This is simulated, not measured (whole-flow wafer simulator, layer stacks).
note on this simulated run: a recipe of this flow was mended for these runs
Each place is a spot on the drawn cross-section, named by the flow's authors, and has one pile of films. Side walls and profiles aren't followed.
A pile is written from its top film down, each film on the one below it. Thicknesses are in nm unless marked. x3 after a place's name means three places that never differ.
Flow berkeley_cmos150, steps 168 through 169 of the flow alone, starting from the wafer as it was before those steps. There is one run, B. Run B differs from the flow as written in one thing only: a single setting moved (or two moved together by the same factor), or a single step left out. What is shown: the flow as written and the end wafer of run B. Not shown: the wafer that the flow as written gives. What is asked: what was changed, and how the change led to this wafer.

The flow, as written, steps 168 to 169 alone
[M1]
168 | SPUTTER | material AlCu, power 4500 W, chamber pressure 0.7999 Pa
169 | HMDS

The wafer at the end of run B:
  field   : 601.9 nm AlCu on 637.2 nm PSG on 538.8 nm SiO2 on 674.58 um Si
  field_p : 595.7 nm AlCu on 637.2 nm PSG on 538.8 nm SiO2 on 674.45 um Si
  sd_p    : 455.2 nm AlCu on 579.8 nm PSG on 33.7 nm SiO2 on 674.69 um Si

What caused this: step 168, SPUTTER: chamber pressure 0.8853 Pa was run, whereas the flow has chamber pressure 0.7999 Pa.

How this came from the change, step by step:
  168 | SPUTTER | material AlCu, power 4500 W, chamber pressure 0.7999 Pa
      field, sd_n, gate_n, m1: AlCu gains 601.9 (new film) (it would be, as written: AlCu gains 626.1 (new film))
      field_p: AlCu gains 595.7 (new film) (it would be, as written: AlCu gains 619.8 (new film))
      (also at 3 further places)
